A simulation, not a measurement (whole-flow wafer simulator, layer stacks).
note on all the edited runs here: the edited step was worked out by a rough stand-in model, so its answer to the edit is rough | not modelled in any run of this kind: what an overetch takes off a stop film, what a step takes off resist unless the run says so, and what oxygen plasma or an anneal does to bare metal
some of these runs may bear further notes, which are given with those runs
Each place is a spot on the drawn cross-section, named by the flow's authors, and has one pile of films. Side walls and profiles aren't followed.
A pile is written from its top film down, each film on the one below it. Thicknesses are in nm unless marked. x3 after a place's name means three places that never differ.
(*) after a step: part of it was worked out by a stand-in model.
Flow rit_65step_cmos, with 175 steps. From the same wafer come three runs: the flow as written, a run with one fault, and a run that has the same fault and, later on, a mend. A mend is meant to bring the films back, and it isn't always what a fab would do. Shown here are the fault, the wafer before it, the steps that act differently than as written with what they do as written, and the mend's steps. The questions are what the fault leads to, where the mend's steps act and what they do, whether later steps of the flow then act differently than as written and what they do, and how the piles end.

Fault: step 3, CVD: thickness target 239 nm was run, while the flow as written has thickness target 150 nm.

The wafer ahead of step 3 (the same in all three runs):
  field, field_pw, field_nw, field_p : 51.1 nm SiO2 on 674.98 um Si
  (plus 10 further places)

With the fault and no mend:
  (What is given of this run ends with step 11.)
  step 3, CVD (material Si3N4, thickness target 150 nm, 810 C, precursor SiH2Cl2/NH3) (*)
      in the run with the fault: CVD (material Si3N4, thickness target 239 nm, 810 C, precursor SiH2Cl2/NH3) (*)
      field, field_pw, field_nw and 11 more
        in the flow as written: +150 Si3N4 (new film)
        in the run with the fault: +239 Si3N4 (new film)
  Later steps of the flow up to step 11 that are run all act as written at every place that is followed.
  The piles after step 11 differ from the flow's at field, field_pw, field_nw and 11 more by more than 2% or 0.5 nm, whichever is larger.
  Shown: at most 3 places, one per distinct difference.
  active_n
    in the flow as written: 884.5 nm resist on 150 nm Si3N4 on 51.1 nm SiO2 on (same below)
    in the run with the fault: 884.5 nm resist on 239 nm Si3N4 on 51.1 nm SiO2 on (same below)
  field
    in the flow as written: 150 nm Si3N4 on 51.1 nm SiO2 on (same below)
    in the run with the fault: 239 nm Si3N4 on 51.1 nm SiO2 on (same below)

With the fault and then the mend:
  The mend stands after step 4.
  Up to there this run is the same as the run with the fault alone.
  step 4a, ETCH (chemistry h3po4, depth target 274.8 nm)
      field, field_pw, field_nw and 11 more
        -239 Si3N4 (all of it)
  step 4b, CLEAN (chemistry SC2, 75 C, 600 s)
      does not change any film at any place that is followed
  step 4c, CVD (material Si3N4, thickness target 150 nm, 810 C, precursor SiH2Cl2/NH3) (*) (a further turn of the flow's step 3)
      field, field_pw, field_nw and 11 more
        +150 Si3N4 (new film)
  Later steps of the flow that are run all act as written at every place that is followed.
  By the end, the piles equal the flow's at every place that both follow.
